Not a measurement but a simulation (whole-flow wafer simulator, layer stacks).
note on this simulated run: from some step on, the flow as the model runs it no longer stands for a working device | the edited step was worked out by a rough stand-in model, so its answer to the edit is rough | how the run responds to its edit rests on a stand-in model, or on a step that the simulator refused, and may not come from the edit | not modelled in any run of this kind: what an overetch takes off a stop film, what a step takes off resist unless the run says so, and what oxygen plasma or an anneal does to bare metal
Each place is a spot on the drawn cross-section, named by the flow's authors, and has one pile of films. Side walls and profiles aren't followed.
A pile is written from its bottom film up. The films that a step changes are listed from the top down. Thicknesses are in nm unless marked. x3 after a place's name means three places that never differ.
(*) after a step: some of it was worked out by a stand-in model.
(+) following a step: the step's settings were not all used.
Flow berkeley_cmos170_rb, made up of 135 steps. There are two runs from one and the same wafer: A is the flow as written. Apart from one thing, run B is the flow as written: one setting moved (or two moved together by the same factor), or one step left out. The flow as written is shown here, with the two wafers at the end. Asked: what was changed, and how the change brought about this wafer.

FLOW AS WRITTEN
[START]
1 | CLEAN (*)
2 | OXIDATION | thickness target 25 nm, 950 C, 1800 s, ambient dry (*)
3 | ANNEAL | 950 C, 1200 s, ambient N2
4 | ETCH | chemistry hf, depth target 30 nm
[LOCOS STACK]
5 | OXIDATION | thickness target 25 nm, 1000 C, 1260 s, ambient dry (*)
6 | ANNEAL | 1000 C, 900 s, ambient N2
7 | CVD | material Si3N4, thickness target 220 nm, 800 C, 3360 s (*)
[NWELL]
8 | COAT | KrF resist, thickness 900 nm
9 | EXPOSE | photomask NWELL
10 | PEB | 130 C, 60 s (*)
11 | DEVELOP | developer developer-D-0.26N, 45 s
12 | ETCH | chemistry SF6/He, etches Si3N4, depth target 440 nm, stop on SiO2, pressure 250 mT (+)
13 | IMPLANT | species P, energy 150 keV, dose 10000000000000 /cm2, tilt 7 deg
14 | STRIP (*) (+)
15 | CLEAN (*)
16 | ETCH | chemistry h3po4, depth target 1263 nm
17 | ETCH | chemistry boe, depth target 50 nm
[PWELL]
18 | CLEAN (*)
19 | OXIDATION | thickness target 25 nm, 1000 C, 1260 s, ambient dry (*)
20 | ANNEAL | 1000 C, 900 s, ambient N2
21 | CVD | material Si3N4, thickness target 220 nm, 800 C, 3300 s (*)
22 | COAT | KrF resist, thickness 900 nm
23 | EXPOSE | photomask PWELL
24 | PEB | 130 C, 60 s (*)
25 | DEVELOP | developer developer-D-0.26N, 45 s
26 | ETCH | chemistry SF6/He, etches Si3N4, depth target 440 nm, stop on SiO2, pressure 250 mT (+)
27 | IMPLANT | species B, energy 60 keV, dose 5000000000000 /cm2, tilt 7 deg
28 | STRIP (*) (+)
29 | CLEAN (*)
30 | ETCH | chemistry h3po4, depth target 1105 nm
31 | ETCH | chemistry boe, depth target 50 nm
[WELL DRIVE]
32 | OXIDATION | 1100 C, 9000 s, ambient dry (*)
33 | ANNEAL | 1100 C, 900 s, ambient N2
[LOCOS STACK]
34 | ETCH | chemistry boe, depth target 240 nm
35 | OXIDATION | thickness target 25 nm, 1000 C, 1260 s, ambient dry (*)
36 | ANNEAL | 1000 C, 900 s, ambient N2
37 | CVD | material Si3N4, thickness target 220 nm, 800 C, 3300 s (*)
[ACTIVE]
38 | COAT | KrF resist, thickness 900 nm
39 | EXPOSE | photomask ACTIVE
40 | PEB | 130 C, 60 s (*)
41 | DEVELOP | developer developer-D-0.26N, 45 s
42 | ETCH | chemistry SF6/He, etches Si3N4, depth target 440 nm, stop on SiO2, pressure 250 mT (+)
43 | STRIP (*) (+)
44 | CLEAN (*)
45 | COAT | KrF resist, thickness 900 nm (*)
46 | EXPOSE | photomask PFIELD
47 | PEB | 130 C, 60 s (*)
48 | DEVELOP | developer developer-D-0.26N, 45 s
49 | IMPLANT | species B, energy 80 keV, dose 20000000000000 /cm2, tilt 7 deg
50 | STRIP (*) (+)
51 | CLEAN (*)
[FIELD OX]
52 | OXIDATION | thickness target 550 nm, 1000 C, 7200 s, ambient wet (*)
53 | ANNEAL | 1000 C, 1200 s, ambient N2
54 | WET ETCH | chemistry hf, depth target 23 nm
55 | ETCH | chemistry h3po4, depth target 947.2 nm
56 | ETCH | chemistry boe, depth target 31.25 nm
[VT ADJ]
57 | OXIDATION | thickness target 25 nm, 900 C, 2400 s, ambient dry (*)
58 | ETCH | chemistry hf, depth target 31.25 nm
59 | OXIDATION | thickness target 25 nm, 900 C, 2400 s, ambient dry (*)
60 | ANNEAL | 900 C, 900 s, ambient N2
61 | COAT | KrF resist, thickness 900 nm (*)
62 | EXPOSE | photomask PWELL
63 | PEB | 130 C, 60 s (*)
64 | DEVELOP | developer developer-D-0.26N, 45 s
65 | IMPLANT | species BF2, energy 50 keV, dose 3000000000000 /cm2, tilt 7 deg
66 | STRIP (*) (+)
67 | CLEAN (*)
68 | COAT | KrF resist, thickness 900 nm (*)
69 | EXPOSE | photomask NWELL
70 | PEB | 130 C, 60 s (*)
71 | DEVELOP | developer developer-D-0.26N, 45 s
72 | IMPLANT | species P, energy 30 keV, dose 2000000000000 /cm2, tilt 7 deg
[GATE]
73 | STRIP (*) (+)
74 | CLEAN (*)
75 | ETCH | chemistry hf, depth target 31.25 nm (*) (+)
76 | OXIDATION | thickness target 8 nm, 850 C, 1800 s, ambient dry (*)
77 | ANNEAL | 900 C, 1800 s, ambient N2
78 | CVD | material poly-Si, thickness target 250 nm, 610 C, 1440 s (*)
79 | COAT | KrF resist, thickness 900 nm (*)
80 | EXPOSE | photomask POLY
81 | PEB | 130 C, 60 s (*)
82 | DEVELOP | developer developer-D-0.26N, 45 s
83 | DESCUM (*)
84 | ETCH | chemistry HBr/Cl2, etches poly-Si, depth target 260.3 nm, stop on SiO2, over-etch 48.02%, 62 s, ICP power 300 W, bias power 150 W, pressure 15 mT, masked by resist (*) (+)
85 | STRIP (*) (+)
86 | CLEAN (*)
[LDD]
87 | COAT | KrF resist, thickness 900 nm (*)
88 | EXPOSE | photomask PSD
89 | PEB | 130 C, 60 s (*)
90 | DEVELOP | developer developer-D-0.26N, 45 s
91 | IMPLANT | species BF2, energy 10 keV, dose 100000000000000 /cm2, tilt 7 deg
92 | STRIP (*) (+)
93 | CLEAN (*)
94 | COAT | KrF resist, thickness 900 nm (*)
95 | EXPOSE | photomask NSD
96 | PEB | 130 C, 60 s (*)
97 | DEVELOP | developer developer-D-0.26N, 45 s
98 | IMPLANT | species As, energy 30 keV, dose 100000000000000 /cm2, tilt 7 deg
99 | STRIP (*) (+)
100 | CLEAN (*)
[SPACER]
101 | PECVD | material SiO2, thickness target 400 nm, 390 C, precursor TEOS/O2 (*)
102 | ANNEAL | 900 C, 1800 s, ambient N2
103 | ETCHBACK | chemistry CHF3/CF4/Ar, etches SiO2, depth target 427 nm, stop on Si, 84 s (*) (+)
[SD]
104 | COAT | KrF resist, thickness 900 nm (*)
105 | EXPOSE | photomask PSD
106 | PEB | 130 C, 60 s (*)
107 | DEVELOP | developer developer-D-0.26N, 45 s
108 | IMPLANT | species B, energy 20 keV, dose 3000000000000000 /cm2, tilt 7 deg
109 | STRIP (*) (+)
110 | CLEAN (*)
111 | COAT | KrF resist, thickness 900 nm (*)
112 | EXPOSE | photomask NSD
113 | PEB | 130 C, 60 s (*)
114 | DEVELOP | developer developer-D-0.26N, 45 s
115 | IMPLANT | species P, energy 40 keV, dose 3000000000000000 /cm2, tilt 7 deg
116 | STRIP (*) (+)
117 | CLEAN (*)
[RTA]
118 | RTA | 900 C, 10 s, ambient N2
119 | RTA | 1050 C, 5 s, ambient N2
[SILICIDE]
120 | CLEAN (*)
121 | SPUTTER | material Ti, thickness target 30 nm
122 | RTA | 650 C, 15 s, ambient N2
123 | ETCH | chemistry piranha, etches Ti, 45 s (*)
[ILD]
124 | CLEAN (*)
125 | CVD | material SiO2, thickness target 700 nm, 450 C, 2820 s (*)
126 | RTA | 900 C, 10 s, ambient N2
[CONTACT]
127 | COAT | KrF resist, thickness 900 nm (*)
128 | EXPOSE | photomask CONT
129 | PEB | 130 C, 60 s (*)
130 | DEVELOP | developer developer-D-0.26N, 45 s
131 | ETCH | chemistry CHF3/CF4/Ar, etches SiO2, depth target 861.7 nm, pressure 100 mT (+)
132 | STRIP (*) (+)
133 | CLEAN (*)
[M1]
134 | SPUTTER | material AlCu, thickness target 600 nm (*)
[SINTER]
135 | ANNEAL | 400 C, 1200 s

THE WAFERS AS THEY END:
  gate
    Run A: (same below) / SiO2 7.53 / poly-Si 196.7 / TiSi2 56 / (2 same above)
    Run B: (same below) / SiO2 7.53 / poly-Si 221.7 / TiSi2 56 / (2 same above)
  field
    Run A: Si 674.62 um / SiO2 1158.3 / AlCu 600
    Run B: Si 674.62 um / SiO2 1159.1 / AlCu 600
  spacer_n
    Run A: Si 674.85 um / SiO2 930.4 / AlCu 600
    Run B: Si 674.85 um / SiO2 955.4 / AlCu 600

The reason: step 78, CVD: thickness target 275 nm was run, whereas the flow has thickness target 250 nm.

Step by step, how the change led to this:
  78 | CVD | material poly-Si, thickness target 250 nm, 610 C, 1440 s (*)
      field, sd_n, spacer_n and 6 more: A poly-Si gains 250 (new film) | B poly-Si gains 275 (new film)
  84 | ETCH | chemistry HBr/Cl2, etches poly-Si, depth target 260.3 nm, stop on SiO2, over-etch 48.02%, 62 s, ICP power 300 W, bias power 150 W, pressure 15 mT, masked by resist (*) (+)
      field, sd_n, spacer_n, sd_p, spacer_p, contact, m1: A poly-Si loses 250 (all of it), SiO2 loses 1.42 | B poly-Si loses 275 (all of it), SiO2 loses 0.55
  87 | COAT | KrF resist, thickness 900 nm (*)
      gate: A KrF resist gains 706 (new film) | B KrF resist gains 686.9 (new film)
      gate_p: A KrF resist gains 706.3 (new film) | B KrF resist gains 687.3 (new film)
  90 | DEVELOP | developer developer-D-0.26N, 45 s
      gate_p: A KrF resist loses 706.3 (all of it) | B KrF resist loses 687.3 (all of it)
  92 | STRIP (*) (+)
      gate: A KrF resist loses 691.8 (all of it) | B KrF resist loses 672.7 (all of it)
  94 | COAT | KrF resist, thickness 900 nm (*)
      gate: A KrF resist gains 706 (new film) | B KrF resist gains 686.9 (new film)
      gate_p: A KrF resist gains 706.3 (new film) | B KrF resist gains 687.3 (new film)
  97 | DEVELOP | developer developer-D-0.26N, 45 s
      gate: A KrF resist loses 706 (all of it) | B KrF resist loses 686.9 (all of it)
  99 | STRIP (*) (+)
      gate_p: A KrF resist loses 692.1 (all of it) | B KrF resist loses 673.1 (all of it)
  103 | ETCHBACK | chemistry CHF3/CF4/Ar, etches SiO2, depth target 427 nm, stop on Si, 84 s (*) (+)
      spacer_n, spacer_p: A SiO2 loses 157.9 | B SiO2 loses 133.7
  104 | COAT | KrF resist, thickness 900 nm (*)
      spacer_n: A KrF resist gains 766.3 (new film) | B KrF resist gains 748.6 (new film)
      gate: A KrF resist gains 742.1 (new film) | B KrF resist gains 724.8 (new film)
      (as well as at 2 more places)
  107 | DEVELOP | developer developer-D-0.26N, 45 s
      spacer_p: A KrF resist loses 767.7 (all of it) | B KrF resist loses 750 (all of it)
      gate_p: A KrF resist loses 743.2 (all of it) | B KrF resist loses 725.9 (all of it)
  109 | STRIP (*) (+)
      spacer_n: A KrF resist loses 752.1 (all of it) | B KrF resist loses 734.4 (all of it)
      gate: A KrF resist loses 727.9 (all of it) | B KrF resist loses 710.6 (all of it)
  111 | COAT | KrF resist, thickness 900 nm (*)
      spacer_n: A KrF resist gains 766.3 (new film) | B KrF resist gains 748.6 (new film)
      gate: A KrF resist gains 742.1 (new film) | B KrF resist gains 724.8 (new film)
      (as well as at 2 more places)
  114 | DEVELOP | developer developer-D-0.26N, 45 s
      spacer_n: A KrF resist loses 766.3 (all of it) | B KrF resist loses 748.6 (all of it)
      gate: A KrF resist loses 742.1 (all of it) | B KrF resist loses 724.8 (all of it)
  116 | STRIP (*) (+)
      spacer_p: A KrF resist loses 753.5 (all of it) | B KrF resist loses 735.8 (all of it)
      gate_p: A KrF resist loses 729 (all of it) | B KrF resist loses 711.7 (all of it)
